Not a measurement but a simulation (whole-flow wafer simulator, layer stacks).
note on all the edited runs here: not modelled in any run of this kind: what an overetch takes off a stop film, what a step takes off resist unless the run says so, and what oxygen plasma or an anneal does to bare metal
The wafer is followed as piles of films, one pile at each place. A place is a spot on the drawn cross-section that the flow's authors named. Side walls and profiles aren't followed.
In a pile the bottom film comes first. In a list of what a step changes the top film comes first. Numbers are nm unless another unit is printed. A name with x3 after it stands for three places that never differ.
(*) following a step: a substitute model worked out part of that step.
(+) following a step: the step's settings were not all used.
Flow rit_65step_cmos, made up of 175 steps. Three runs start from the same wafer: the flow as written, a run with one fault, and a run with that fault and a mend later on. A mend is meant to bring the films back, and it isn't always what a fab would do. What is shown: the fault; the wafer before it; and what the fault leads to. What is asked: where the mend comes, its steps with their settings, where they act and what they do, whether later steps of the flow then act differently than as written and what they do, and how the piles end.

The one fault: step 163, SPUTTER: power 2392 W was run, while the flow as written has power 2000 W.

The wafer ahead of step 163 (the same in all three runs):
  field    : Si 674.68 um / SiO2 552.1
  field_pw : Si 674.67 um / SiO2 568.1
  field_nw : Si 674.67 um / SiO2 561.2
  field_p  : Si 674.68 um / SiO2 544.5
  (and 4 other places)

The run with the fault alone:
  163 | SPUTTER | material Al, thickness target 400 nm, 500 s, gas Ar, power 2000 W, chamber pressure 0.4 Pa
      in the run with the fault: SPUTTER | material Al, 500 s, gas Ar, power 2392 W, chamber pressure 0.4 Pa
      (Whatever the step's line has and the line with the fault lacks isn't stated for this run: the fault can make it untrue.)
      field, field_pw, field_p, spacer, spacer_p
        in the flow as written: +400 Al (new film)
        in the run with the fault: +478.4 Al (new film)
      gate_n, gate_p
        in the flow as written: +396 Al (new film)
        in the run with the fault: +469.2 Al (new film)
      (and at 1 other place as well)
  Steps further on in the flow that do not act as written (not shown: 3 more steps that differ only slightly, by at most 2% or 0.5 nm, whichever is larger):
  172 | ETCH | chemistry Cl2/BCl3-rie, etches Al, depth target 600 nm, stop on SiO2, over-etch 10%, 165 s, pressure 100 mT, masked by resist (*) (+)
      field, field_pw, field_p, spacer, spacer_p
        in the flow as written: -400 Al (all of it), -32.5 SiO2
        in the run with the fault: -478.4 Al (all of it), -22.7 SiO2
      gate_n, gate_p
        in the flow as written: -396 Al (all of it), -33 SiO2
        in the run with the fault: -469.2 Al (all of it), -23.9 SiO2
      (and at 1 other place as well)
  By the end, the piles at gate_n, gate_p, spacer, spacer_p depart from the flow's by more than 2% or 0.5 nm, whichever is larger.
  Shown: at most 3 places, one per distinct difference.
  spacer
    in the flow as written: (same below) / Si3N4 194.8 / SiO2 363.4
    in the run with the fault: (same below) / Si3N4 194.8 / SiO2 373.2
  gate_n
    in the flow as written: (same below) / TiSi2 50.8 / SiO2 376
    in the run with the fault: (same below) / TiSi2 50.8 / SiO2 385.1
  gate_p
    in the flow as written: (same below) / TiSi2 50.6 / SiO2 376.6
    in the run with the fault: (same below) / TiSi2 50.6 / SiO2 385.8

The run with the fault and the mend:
  After step 164 comes the mend.
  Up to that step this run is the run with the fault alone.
  164a | ETCH | chemistry al pan, depth target 549.4 nm
      field, field_pw, field_nw, field_p, spacer, spacer_p
        -478.4 Al (all of it)
      gate_n, gate_p
        -469.2 Al (all of it)
  164b | SPUTTER | material Al, thickness target 400 nm, 500 s, gas Ar, power 2000 W, chamber pressure 0.4 Pa (the flow's step 163 again)
      field, field_pw, field_p, spacer, spacer_p
        +400 Al (new film)
      gate_n, gate_p
        +396 Al (new film)
      field_nw
        +397.2 Al (new film)
  None of the later steps of the flow acts differently than as written at any place that is followed.
  At every place that both follow, the piles at the end match the flow's.
